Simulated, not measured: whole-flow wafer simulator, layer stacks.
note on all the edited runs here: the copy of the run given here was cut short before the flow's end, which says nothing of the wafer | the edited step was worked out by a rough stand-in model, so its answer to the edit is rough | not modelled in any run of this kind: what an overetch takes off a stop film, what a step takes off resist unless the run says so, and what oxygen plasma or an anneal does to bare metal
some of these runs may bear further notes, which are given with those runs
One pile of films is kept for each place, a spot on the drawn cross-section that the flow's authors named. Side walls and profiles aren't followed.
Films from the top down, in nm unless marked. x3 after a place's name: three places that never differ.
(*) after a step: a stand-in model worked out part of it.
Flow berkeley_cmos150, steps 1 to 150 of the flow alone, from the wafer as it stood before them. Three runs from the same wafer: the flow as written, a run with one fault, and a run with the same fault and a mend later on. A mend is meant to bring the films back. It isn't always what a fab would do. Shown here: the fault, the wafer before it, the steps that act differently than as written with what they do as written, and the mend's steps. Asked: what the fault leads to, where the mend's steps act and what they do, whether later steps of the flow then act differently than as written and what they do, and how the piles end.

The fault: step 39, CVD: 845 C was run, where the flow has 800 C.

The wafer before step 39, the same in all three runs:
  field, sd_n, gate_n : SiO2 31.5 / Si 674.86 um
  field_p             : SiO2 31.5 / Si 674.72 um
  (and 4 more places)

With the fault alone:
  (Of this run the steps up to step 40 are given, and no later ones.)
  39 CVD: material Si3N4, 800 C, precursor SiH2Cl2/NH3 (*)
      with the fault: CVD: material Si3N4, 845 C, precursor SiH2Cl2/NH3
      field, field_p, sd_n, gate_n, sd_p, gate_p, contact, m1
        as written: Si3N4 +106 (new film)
        with the fault: Si3N4 +150.1 (new film)
  No later step of the flow up to step 40 acts differently than as written at any place that is followed.
  After step 40 the piles differ from the flow's by more than 2% or 0.5 nm, whichever is larger, at field, field_p, sd_n, gate_n, sd_p, gate_p, contact, m1.
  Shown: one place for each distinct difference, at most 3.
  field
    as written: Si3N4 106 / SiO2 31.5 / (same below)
    with the fault: Si3N4 150.1 / SiO2 31.5 / (same below)

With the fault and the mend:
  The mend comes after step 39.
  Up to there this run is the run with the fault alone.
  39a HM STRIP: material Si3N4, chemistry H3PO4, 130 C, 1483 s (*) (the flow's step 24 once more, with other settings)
      field, field_p, sd_n, gate_n, sd_p, gate_p, contact, m1
        Si3N4 -44.1
  No later step of the flow acts differently than as written, at any place that is followed, by more than 2% or 0.5 nm, whichever is larger.
  At the end the piles are the same as the flow's at every place that both follow.
